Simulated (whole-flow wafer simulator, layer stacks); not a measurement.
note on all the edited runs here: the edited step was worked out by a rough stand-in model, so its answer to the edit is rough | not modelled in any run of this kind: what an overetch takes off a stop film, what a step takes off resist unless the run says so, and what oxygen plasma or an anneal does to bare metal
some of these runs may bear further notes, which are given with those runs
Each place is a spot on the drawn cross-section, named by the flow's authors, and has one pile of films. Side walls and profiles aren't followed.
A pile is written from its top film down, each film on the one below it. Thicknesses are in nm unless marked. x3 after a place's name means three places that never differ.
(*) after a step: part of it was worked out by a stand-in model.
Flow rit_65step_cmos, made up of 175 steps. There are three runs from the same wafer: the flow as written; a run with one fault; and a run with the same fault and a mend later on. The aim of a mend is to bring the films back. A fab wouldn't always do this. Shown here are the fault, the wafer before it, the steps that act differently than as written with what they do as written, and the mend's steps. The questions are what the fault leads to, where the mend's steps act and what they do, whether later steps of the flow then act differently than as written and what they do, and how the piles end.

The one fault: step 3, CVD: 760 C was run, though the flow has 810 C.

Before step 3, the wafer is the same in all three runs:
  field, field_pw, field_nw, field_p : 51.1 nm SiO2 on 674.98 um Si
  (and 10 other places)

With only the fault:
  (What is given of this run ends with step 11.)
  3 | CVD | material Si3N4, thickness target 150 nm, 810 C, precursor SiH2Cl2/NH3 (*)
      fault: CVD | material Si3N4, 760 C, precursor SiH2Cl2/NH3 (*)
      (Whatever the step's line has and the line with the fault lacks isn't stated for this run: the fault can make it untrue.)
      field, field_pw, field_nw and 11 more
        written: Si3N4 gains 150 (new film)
        fault: Si3N4 gains 71.3 (new film)
  Later steps of the flow up to step 11 that are run all act as written at every place that is followed.
  Once step 11 is done, the piles at field, field_pw, field_nw and 11 more depart from the flow's by more than 2% or 0.5 nm, whichever is larger.
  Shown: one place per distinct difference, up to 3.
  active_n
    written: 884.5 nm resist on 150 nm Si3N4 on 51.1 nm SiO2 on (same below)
    fault: 884.5 nm resist on 71.3 nm Si3N4 on 51.1 nm SiO2 on (same below)
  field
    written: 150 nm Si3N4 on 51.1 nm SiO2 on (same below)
    fault: 71.3 nm Si3N4 on 51.1 nm SiO2 on (same below)

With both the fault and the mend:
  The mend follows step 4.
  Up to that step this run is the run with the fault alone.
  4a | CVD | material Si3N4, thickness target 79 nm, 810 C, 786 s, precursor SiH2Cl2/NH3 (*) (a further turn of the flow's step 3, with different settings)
      field, field_pw, field_nw and 11 more
        Si3N4 gains 79
  Later steps of the flow that are run all act as written at every place that is followed, up to a difference of at most 2% or 0.5 nm, whichever is larger.
  By the end, the piles equal the flow's at every place that both follow.
